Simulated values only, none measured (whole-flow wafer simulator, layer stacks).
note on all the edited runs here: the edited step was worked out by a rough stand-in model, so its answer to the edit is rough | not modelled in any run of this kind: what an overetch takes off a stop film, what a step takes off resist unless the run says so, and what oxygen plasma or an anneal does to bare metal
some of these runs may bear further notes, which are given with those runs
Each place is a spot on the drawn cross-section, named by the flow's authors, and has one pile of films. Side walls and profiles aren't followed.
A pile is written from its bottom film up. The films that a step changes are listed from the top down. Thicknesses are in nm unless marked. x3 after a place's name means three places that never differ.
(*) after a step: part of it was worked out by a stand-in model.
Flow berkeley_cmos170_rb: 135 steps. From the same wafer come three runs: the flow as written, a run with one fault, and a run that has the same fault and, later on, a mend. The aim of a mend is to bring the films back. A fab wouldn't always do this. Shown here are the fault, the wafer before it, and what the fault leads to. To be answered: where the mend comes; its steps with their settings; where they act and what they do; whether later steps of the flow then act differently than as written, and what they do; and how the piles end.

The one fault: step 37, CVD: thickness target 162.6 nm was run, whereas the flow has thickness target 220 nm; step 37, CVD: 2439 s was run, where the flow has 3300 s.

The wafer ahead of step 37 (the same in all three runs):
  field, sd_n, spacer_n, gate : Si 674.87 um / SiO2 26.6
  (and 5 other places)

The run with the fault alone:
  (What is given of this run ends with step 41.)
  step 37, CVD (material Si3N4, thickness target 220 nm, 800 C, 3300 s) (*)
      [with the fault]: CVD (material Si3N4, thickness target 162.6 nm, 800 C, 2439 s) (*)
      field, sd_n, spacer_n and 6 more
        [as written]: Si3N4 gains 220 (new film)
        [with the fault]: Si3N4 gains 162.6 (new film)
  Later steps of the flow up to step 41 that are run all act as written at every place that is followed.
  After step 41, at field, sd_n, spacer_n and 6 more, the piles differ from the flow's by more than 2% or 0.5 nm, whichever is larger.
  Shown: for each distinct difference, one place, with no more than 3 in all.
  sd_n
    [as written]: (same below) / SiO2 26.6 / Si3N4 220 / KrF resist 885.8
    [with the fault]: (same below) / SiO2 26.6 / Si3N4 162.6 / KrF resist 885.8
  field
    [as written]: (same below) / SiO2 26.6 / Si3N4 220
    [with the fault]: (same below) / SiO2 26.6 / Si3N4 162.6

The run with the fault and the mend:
  The mend stands after step 37.
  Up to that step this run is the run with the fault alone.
  step 37a, ETCH (chemistry h3po4, depth target 186.7 nm) (a further turn of the flow's step 30, with different settings)
      field, sd_n, spacer_n and 6 more
        Si3N4 loses 162.6 (all of it)
  step 37b, CLEAN (*)
      does not change any film at any place that is followed
  step 37c, CVD (material Si3N4, thickness target 220 nm, 800 C, 3300 s) (*) (a further turn of the flow's step 37)
      field, sd_n, spacer_n and 6 more
        Si3N4 gains 220 (new film)
  Later steps of the flow that are run all act as written at every place that is followed.
  At every place that both follow, the piles at the end match the flow's.
